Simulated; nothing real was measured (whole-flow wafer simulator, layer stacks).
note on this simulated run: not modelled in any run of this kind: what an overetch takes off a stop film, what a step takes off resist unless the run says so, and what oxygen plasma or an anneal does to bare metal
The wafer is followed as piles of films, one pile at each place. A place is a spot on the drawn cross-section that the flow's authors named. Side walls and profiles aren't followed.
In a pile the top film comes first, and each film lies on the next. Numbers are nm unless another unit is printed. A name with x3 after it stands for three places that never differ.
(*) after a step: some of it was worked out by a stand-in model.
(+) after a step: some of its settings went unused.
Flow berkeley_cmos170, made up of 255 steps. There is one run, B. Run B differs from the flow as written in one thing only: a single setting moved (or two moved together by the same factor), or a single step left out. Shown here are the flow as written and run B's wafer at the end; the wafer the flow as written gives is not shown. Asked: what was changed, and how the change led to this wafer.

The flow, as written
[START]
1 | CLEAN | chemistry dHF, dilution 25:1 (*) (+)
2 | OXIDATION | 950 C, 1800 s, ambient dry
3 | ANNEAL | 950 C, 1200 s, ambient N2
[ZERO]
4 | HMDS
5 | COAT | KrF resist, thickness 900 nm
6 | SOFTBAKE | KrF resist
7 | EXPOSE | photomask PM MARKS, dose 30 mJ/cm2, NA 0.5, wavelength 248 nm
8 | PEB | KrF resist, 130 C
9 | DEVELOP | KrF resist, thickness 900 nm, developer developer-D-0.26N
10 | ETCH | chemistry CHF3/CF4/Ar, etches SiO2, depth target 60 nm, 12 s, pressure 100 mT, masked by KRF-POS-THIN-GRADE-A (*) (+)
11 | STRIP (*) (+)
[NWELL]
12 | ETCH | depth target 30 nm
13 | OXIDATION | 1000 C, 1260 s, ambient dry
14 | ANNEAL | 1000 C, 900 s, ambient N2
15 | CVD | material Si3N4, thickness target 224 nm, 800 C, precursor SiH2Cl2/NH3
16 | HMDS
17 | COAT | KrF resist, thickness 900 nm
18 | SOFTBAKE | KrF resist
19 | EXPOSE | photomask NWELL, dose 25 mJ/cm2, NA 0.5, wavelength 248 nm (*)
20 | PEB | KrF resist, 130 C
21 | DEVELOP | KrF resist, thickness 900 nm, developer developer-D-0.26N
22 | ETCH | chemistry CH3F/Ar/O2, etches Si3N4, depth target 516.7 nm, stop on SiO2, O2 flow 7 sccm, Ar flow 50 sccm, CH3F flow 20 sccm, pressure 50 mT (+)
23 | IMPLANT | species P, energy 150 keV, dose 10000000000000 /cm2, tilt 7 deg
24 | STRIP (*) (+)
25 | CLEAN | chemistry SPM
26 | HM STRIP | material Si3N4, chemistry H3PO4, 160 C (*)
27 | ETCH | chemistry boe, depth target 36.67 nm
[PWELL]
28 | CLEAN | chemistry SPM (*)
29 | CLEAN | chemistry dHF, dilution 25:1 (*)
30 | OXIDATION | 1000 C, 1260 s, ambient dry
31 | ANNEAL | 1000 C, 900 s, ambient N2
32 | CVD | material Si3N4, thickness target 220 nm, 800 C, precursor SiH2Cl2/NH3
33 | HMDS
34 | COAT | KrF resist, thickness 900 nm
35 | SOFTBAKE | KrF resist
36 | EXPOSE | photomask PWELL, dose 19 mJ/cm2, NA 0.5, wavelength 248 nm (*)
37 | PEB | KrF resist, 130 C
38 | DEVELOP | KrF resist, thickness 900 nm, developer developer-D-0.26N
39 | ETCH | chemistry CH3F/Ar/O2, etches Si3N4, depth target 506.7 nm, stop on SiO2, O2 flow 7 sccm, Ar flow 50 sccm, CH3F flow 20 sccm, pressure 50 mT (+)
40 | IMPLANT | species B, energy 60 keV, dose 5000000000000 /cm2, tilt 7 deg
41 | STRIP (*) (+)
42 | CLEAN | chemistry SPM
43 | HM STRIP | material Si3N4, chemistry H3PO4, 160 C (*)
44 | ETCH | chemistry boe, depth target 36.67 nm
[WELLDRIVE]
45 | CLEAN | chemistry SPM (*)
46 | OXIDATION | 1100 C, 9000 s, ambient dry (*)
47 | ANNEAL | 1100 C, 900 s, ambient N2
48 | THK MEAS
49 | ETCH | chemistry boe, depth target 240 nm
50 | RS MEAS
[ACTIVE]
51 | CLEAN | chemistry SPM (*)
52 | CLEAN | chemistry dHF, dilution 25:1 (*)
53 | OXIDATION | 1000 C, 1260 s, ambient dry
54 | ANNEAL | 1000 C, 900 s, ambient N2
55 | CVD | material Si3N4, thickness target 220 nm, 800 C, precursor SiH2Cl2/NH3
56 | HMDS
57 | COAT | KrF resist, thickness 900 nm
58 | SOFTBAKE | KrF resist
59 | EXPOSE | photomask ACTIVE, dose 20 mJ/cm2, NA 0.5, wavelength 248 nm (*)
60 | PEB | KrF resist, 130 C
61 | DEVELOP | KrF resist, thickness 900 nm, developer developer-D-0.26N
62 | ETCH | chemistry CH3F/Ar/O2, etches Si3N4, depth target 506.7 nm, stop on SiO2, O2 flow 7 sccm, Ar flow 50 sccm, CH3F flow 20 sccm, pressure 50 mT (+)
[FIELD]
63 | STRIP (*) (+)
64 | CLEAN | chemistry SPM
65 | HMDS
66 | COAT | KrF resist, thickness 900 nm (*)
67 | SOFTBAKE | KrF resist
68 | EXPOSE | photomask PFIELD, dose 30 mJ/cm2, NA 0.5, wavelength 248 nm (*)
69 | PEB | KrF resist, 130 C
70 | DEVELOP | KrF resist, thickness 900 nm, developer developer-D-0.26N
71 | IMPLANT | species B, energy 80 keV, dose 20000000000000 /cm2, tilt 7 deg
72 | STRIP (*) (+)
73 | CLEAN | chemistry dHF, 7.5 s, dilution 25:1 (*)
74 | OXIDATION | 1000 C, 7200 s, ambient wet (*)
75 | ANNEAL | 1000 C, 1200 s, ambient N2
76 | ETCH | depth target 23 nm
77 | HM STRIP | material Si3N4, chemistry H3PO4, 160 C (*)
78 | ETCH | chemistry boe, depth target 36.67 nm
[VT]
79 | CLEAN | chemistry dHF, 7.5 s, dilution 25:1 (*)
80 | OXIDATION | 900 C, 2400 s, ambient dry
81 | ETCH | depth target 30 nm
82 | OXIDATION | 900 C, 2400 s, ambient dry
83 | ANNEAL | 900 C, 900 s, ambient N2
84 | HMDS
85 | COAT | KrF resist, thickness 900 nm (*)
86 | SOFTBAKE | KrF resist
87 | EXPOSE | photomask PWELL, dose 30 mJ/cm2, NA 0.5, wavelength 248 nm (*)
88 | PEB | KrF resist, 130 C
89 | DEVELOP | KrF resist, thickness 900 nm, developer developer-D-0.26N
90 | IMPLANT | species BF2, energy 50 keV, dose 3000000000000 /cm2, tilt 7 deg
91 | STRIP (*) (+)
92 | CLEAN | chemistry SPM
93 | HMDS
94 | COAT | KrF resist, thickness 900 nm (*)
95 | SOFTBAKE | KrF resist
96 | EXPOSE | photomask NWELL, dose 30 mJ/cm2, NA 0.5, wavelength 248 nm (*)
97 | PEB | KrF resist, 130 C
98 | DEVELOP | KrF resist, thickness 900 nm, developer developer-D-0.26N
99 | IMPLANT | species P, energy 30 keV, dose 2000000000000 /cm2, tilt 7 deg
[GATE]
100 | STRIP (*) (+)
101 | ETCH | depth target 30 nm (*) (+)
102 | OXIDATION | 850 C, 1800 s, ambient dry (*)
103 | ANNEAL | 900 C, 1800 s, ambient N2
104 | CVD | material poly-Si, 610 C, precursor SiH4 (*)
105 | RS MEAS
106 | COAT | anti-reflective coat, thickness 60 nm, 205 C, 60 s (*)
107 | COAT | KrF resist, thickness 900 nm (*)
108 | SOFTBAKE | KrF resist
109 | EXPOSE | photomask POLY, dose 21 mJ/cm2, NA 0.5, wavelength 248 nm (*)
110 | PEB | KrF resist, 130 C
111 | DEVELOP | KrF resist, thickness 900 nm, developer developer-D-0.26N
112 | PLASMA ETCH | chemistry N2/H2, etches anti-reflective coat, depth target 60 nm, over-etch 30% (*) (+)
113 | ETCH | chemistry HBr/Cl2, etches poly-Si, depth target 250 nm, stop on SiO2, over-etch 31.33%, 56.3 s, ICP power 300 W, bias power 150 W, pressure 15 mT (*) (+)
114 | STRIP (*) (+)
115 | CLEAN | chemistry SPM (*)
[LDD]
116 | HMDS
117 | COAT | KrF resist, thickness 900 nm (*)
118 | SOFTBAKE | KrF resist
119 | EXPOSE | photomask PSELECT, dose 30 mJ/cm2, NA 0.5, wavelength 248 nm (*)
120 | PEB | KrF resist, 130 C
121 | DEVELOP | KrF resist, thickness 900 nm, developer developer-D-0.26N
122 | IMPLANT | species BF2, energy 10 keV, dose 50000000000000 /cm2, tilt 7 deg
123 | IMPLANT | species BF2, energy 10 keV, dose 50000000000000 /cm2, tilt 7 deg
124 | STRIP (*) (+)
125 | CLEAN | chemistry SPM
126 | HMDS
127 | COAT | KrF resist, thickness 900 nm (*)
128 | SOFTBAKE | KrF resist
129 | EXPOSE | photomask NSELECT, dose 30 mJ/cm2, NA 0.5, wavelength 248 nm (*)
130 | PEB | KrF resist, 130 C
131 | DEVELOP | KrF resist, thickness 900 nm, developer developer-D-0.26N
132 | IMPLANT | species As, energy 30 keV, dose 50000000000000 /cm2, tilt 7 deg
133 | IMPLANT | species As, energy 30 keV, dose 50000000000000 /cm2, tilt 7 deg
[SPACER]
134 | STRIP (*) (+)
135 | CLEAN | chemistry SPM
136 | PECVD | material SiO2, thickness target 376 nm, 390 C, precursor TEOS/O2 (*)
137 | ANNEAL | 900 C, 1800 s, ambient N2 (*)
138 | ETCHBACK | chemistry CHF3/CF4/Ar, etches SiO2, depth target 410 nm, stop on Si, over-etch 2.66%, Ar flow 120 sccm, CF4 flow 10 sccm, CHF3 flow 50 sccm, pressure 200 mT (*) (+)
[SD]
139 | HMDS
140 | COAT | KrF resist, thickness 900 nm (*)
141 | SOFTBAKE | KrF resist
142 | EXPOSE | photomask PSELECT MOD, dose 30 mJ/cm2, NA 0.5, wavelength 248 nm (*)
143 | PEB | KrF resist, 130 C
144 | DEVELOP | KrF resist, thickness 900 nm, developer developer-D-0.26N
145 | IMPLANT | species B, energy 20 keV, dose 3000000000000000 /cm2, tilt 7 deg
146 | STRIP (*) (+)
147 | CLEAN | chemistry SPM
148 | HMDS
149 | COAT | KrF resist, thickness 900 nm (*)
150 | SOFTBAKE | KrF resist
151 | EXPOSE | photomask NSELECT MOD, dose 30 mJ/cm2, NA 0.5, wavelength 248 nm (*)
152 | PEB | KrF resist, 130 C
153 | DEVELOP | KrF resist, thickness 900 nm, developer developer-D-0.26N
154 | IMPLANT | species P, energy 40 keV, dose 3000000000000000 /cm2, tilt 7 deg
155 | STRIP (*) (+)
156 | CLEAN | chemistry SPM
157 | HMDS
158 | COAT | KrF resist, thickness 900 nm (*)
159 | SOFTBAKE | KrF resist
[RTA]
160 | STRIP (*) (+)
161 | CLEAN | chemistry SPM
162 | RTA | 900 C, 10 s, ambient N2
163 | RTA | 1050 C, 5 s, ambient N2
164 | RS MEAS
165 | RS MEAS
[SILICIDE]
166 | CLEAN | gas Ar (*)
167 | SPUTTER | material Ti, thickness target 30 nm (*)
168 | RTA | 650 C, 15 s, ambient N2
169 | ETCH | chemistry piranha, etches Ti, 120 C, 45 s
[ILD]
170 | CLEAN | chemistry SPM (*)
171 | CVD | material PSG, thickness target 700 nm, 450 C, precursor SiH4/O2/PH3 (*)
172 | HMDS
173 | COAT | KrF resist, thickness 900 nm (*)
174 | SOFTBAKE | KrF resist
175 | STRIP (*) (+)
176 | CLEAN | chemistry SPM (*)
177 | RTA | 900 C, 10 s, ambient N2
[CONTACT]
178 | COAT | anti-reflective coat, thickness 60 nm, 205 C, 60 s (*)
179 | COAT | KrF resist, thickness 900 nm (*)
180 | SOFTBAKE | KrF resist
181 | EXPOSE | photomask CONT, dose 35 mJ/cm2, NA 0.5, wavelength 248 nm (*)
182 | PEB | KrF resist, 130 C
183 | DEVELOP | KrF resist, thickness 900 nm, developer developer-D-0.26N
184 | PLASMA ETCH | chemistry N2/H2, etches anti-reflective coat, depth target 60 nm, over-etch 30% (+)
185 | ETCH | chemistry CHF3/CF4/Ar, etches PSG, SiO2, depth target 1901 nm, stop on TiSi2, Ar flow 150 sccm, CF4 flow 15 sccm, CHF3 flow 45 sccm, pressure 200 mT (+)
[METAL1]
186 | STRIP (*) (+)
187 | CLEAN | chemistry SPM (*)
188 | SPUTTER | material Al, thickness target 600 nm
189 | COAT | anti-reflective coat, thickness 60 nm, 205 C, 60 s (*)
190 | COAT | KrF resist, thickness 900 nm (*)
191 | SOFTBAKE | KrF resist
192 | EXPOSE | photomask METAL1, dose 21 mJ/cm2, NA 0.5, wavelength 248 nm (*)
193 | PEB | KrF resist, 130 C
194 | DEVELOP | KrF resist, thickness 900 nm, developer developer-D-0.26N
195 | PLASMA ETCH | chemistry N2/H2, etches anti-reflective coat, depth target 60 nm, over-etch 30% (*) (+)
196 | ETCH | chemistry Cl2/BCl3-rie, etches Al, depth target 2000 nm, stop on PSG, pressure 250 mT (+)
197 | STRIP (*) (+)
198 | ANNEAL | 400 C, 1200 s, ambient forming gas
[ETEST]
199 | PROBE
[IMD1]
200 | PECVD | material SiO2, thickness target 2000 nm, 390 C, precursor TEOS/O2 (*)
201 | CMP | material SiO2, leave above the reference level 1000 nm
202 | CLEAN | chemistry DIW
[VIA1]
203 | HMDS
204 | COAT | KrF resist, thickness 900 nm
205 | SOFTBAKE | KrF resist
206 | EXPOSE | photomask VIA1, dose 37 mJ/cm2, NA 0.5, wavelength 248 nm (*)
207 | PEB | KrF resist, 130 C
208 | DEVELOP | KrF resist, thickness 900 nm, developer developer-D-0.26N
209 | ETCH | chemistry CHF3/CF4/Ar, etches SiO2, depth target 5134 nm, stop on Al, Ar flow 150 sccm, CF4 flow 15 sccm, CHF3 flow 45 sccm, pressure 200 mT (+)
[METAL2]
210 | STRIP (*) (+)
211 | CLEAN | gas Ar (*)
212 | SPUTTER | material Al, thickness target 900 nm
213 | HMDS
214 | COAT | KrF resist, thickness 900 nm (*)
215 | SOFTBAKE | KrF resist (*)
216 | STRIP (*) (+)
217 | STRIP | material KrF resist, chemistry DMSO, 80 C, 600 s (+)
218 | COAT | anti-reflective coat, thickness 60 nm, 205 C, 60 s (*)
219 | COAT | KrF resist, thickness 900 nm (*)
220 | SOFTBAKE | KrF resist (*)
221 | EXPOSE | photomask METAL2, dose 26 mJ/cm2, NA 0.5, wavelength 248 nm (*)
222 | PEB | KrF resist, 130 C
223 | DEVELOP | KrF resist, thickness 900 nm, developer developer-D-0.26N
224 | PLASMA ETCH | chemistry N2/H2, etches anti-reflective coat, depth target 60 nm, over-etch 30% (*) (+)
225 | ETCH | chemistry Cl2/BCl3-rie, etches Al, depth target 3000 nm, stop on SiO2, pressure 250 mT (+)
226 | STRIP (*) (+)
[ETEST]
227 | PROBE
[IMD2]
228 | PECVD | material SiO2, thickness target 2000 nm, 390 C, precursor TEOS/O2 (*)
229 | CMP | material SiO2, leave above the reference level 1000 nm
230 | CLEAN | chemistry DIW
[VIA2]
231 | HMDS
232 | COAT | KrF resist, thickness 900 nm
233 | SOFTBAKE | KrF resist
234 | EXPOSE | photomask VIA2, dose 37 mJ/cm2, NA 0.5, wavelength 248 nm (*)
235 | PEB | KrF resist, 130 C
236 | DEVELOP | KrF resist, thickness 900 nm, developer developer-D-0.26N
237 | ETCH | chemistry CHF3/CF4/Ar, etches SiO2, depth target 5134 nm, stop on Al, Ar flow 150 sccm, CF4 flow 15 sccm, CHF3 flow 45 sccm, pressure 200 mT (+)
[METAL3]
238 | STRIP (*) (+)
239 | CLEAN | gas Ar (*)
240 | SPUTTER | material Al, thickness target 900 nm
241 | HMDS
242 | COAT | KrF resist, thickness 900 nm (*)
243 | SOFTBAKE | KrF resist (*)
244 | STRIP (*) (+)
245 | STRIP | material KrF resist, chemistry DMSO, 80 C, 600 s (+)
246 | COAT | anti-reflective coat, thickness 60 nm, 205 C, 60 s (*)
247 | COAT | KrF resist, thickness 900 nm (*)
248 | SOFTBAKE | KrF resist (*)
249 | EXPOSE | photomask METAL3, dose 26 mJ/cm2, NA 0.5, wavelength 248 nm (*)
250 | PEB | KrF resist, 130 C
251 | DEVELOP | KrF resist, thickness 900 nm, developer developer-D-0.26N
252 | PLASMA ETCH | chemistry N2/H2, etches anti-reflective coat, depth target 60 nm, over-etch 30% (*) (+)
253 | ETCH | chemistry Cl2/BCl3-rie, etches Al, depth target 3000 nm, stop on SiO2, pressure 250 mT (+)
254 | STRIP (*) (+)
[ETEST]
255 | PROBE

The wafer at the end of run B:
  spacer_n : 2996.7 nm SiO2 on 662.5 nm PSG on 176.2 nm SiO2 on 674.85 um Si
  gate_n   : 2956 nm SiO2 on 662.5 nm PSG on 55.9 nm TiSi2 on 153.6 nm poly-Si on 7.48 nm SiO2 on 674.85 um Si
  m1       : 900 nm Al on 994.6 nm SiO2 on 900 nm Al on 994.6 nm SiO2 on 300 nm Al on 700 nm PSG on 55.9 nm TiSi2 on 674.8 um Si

Cause: step 188, SPUTTER: thickness target 300 nm was run, whereas the flow has thickness target 600 nm; step 196, ETCH: depth target 1000 nm was run, where the flow has depth target 2000 nm.
The wafer itself shows it: m1 has Al 300, and step 188 as written asks for 600 nm.

Step by step, how the change led to this:
  188 | SPUTTER | material Al, thickness target 600 nm
      field, sd_n, spacer_n and 7 more: Al gains 300 (new film) (as written it would have been: Al gains 600 (new film))
      sd_p: Al gains 279.7 (new film) (as written it would have been: Al gains 573.8 (new film))
      (as well as at 1 more place)
  189 | COAT | anti-reflective coat, thickness 60 nm, 205 C, 60 s (*)
      sd_n: anti-reflective coat gains 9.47 (new film) (as written it would have been: anti-reflective coat gains 17.7 (new film))
      contact: anti-reflective coat gains 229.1 (new film) (as written it would have been: anti-reflective coat gains 261.9 (new film))
      (as well as at 1 more place)
  190 | COAT | KrF resist, thickness 900 nm (*)
      contact: KrF resist gains 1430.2 (new film) (as written it would have been: KrF resist gains 1495.4 (new film))
  195 | PLASMA ETCH | chemistry N2/H2, etches anti-reflective coat, depth target 60 nm, over-etch 30% (*) (+)
      sd_n: anti-reflective coat loses 9.47 (all of it) (as written it would have been: anti-reflective coat loses 17.7 (all of it))
  196 | ETCH | chemistry Cl2/BCl3-rie, etches Al, depth target 2000 nm, stop on PSG, pressure 250 mT (+)
      field, sd_n, spacer_n, gate_n, spacer_p, gate_p: Al loses 300 (all of it), PSG loses 37.5 (as written it would have been: Al loses 600 (all of it), PSG loses 37.5)
      contact, m1, via1, m2, via2: KrF resist loses 300 (as written it would have been: KrF resist loses 450)
      (as well as at 1 more place)
  197 | STRIP (*) (+)
      contact: KrF resist loses 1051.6 (all of it), anti-reflective coat loses 229.1 (all of it) (as written it would have been: KrF resist loses 966.1 (all of it), anti-reflective coat loses 261.9 (all of it))
      m1: KrF resist loses 554.1 (all of it), anti-reflective coat loses 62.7 (all of it) (as written it would have been: KrF resist loses 404.7 (all of it), anti-reflective coat loses 63 (all of it))
      (as well as at 3 more places)
  201 | CMP | material SiO2, leave above the reference level 1000 nm
      spacer_n, spacer_p: SiO2 loses 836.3 (as written it would have been: SiO2 loses 536.3)
      gate_n, gate_p: SiO2 loses 877.1 (as written it would have been: SiO2 loses 577.1)
      (as well as at 4 more places)
